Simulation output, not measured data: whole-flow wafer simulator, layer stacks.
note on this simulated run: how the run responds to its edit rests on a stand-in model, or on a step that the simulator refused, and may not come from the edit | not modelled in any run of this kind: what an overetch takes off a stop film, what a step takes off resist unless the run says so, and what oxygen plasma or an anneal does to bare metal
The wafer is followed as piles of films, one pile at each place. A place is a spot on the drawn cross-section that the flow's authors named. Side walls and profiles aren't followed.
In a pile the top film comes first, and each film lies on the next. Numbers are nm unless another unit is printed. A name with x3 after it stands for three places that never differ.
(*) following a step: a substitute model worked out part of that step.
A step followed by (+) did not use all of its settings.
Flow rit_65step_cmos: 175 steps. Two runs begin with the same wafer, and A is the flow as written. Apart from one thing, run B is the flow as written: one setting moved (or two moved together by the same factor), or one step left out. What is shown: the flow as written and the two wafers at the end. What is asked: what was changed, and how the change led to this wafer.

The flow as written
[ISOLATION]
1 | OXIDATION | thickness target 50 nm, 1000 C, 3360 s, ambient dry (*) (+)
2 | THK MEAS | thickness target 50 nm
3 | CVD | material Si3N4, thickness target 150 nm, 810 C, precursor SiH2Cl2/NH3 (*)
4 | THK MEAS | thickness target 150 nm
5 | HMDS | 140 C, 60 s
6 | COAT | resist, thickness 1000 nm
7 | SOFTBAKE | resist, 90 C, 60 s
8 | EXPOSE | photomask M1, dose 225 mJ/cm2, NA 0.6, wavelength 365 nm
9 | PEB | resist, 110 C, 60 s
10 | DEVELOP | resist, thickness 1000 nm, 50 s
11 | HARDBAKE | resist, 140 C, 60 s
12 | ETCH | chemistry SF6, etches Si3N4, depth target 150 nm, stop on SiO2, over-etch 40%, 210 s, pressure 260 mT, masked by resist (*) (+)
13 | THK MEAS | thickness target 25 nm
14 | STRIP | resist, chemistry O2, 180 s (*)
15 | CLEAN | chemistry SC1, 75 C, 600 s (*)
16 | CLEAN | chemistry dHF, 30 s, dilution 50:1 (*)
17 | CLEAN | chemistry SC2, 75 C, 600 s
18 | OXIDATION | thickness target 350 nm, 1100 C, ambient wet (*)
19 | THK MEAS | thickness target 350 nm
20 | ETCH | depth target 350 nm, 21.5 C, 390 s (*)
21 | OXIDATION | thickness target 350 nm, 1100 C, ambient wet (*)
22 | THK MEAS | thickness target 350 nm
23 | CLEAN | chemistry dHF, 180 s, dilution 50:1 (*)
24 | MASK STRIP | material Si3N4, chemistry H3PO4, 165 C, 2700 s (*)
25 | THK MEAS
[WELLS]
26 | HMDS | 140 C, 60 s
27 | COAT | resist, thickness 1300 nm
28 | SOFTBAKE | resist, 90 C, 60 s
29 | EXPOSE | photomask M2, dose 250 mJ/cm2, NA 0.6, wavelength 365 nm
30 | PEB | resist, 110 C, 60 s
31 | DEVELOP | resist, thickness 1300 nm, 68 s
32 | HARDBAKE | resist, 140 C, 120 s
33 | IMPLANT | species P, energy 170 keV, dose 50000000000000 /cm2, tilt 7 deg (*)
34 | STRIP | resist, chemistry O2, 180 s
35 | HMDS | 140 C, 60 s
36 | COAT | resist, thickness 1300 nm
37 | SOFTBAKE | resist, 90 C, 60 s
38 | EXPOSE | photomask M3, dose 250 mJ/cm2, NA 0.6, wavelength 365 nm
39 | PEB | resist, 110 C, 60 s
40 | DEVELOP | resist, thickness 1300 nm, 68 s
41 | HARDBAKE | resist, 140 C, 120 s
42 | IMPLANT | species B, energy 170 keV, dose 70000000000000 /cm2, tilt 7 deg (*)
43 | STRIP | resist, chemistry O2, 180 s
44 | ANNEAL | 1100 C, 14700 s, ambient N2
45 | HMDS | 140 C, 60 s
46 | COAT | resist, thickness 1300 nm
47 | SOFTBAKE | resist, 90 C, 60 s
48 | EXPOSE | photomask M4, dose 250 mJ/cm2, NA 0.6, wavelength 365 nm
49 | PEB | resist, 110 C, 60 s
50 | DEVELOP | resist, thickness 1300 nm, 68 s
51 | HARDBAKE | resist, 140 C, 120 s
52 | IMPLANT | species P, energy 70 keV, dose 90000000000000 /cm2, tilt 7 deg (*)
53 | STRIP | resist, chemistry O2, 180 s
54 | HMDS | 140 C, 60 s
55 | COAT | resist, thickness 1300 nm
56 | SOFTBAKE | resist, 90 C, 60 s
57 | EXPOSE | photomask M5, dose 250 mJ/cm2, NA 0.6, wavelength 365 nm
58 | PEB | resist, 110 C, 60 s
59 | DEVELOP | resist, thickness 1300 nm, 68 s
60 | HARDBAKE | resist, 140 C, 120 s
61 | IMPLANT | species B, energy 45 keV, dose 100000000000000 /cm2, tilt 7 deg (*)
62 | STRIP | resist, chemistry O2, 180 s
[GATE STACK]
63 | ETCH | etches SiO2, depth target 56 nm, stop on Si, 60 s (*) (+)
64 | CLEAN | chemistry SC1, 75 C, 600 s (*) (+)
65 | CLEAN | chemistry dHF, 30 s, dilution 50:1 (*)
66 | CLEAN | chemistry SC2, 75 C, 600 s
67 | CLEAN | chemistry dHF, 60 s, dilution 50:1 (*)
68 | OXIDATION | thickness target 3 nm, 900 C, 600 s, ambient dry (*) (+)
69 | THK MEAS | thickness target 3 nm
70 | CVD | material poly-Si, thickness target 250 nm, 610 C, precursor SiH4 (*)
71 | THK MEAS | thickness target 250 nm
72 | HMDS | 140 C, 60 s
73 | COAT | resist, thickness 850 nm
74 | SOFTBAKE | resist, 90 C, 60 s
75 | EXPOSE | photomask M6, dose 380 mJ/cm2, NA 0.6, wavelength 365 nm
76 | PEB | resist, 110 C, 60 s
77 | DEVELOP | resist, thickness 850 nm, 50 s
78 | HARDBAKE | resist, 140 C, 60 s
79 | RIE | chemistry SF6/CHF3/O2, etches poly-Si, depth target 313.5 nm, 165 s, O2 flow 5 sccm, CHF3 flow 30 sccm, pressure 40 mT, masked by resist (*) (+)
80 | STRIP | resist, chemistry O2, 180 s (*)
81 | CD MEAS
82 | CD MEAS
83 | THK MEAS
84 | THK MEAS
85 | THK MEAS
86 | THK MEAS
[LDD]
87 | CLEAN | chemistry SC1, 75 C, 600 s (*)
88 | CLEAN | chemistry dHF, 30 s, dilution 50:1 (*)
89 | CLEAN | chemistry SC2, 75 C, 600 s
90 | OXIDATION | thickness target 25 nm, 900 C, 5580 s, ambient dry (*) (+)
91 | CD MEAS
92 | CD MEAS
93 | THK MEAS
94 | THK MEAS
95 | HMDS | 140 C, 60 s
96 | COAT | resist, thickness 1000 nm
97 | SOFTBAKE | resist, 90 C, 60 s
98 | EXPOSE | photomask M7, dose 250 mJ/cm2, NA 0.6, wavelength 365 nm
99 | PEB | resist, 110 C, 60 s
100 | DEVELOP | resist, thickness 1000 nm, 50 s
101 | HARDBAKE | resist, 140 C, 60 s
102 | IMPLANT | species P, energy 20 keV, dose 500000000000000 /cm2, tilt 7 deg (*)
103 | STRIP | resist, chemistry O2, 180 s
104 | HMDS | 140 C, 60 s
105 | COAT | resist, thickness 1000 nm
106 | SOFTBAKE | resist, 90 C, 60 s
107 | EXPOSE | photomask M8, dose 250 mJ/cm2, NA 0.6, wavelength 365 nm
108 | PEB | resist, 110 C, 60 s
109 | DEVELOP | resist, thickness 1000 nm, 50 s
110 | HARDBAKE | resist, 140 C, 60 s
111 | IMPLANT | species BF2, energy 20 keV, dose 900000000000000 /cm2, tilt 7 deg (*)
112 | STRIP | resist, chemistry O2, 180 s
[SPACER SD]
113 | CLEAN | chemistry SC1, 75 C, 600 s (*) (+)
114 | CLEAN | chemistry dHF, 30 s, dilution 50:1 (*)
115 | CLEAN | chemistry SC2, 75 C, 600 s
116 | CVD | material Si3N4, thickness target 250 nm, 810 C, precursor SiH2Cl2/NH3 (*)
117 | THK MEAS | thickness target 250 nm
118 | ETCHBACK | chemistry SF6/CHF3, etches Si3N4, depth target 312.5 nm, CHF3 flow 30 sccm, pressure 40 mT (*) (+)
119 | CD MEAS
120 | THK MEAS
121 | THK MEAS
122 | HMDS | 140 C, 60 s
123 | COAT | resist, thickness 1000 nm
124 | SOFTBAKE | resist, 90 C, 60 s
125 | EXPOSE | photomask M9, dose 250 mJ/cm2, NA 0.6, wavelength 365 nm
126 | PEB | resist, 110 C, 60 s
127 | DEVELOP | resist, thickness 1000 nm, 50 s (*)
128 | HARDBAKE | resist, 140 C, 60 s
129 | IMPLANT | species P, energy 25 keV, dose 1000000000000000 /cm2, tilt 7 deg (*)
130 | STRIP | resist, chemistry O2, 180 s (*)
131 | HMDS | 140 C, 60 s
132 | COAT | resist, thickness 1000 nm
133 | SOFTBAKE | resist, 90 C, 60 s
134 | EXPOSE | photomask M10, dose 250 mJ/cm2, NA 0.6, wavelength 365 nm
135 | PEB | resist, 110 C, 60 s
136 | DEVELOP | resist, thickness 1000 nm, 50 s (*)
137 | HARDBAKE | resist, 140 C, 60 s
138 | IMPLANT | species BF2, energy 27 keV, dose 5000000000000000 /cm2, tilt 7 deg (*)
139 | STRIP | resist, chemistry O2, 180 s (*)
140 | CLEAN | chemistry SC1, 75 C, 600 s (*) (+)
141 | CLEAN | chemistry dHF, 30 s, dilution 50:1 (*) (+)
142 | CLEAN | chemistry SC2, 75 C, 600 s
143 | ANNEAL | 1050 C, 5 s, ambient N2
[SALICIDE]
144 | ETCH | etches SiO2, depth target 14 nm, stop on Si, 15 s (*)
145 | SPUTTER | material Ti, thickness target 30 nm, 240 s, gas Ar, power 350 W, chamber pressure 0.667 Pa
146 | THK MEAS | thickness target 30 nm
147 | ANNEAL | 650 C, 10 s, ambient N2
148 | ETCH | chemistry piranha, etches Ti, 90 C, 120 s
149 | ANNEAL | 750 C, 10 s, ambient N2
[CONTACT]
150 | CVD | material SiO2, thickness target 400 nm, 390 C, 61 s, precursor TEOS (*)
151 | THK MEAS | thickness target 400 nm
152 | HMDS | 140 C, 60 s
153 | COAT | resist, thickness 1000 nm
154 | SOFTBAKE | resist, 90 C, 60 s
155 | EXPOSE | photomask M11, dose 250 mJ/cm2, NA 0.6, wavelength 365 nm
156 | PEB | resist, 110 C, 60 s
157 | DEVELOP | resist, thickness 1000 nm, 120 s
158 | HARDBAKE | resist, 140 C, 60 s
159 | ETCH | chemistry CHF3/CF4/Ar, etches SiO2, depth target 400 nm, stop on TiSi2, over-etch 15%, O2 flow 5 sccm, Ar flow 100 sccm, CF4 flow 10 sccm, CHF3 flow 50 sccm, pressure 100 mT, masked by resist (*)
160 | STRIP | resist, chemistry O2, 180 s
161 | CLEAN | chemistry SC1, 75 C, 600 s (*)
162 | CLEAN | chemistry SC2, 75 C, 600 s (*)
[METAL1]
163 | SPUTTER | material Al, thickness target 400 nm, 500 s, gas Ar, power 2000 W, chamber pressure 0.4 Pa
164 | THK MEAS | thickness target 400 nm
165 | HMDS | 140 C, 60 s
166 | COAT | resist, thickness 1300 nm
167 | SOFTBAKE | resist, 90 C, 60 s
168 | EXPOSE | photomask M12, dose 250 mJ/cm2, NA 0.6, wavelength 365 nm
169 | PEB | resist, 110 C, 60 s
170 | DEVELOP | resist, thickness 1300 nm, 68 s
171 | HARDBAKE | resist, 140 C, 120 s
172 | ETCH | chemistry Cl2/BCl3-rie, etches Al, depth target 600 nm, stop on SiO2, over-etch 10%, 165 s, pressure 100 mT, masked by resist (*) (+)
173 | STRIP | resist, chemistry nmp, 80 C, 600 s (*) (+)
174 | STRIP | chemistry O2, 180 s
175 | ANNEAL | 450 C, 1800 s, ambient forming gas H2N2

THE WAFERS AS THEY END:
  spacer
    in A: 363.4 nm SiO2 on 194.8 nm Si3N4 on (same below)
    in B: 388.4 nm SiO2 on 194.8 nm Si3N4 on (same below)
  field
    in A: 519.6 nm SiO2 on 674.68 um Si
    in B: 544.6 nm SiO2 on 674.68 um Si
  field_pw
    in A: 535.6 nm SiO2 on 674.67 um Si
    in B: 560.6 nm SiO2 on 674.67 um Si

Cause: step 163, SPUTTER: thickness target 600 nm was run, though the flow has thickness target 400 nm.

Step by step, how the change led to this:
  163 | SPUTTER | material Al, thickness target 400 nm, 500 s, gas Ar, power 2000 W, chamber pressure 0.4 Pa
      field, field_pw, field_p, spacer, spacer_p: A Al gains 400 (new film) | B Al gains 600 (new film)
      gate_n, gate_p: A Al gains 396 (new film) | B Al gains 552.9 (new film)
      (also at 1 further place)
  166 | COAT | resist, thickness 1300 nm
      gate_n: A resist gains 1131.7 (new film) | B resist gains 1177.4 (new film)
      gate_p: A resist gains 1135.6 (new film) | B resist gains 1180.6 (new film)
  169 | PEB | resist, 110 C, 60 s
      gate_n: A resist loses 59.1 | B resist loses 61.6
      gate_p: A resist loses 59.3 | B resist loses 61.8
  170 | DEVELOP | resist, thickness 1300 nm, 68 s
      gate_n: A resist loses 1072.6 (all of it) | B resist loses 1115.8 (all of it)
      gate_p: A resist loses 1076.3 (all of it) | B resist loses 1118.8 (all of it)
  172 | ETCH | chemistry Cl2/BCl3-rie, etches Al, depth target 600 nm, stop on SiO2, over-etch 10%, 165 s, pressure 100 mT, masked by resist (*) (+)
      field, field_pw, field_p, spacer, spacer_p: A Al loses 400 (all of it), SiO2 loses 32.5 | B Al loses 600 (all of it), SiO2 loses 7.5
      gate_n, gate_p: A Al loses 396 (all of it), SiO2 loses 33 | B Al loses 552.9 (all of it), SiO2 loses 13.4
      (also at 1 further place)
